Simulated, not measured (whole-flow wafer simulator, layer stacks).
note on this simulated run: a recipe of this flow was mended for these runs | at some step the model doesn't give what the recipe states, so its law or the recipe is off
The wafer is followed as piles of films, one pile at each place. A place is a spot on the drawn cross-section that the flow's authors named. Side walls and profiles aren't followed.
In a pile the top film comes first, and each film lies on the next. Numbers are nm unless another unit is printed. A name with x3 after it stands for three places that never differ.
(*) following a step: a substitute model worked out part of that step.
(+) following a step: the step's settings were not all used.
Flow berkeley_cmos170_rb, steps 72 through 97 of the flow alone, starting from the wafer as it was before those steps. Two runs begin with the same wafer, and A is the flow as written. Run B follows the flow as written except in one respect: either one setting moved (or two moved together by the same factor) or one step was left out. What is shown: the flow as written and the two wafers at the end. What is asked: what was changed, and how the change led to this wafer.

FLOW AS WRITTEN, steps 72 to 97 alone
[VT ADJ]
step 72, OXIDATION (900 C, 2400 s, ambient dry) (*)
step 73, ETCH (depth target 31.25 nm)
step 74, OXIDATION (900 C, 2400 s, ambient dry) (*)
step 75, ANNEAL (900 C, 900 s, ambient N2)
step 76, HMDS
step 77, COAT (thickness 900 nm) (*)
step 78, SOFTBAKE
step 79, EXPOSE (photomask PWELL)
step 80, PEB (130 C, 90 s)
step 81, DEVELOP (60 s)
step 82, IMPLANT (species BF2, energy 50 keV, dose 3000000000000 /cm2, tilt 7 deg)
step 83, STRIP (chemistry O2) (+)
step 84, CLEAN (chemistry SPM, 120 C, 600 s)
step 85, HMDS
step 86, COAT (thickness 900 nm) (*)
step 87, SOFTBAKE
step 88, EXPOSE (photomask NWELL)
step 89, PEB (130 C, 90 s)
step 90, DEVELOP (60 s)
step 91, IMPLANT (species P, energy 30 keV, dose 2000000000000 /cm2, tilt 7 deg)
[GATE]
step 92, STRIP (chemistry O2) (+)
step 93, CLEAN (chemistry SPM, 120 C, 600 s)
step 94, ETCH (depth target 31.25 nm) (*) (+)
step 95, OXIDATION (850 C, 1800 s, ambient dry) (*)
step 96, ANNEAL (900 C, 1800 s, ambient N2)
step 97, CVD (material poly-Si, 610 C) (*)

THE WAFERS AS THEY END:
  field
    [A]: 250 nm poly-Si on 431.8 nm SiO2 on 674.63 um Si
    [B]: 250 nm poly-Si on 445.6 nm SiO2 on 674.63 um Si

Cause: step 73, ETCH: depth target 17.41 nm was run, though the flow has depth target 31.25 nm.

How this came from the change, step by step:
  step 73, ETCH (depth target 31.25 nm)
      field: A SiO2 loses 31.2 | B SiO2 loses 17.4
